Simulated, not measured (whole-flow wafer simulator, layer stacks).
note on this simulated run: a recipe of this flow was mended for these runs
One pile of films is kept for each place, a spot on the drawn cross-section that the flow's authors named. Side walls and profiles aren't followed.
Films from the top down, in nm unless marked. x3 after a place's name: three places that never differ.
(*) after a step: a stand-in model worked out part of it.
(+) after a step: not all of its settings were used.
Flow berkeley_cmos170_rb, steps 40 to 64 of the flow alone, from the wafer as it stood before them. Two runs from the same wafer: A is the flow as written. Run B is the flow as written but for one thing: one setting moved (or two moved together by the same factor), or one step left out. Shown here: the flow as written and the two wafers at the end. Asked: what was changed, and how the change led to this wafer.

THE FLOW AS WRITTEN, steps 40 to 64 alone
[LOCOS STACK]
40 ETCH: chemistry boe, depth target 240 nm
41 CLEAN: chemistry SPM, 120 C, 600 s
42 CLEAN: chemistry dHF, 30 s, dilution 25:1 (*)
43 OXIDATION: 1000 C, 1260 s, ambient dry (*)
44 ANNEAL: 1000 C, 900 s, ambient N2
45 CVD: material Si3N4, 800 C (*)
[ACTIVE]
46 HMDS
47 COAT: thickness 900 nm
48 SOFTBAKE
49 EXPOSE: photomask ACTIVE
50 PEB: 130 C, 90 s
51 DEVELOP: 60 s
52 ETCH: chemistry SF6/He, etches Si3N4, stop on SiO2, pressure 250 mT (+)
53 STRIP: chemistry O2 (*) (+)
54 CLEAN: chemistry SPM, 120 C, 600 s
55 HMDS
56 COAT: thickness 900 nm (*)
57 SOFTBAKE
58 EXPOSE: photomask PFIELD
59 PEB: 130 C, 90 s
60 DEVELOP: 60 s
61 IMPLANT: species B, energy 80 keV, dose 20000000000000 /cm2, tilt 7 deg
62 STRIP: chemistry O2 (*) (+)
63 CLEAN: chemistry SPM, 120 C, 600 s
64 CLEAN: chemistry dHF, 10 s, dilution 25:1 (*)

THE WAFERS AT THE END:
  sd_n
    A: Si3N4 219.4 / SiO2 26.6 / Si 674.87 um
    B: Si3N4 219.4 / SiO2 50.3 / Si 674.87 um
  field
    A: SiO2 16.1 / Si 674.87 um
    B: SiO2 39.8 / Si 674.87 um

The cause: step 40, ETCH: depth target 160 nm was run, where the flow has depth target 240 nm.

How the change led to this, step by step:
  40 ETCH: chemistry boe, depth target 240 nm
      field, sd_n, spacer_n and 6 more: A SiO2 -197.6 (all of it) | B SiO2 -160
  41 CLEAN: chemistry SPM, 120 C, 600 s
      field, sd_n, spacer_n and 6 more: A chemical SiO2 +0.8 (new film), Si -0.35 | B nothing
  42 CLEAN: chemistry dHF, 30 s, dilution 25:1 (*)
      field, sd_n, spacer_n and 6 more: A chemical SiO2 -0.8 (all of it) | B SiO2 -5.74
  43 OXIDATION: 1000 C, 1260 s, ambient dry (*)
      field, sd_n, spacer_n and 6 more: A SiO2 +26.6 (new film), Si -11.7 | B SiO2 +18.3, Si -8.07
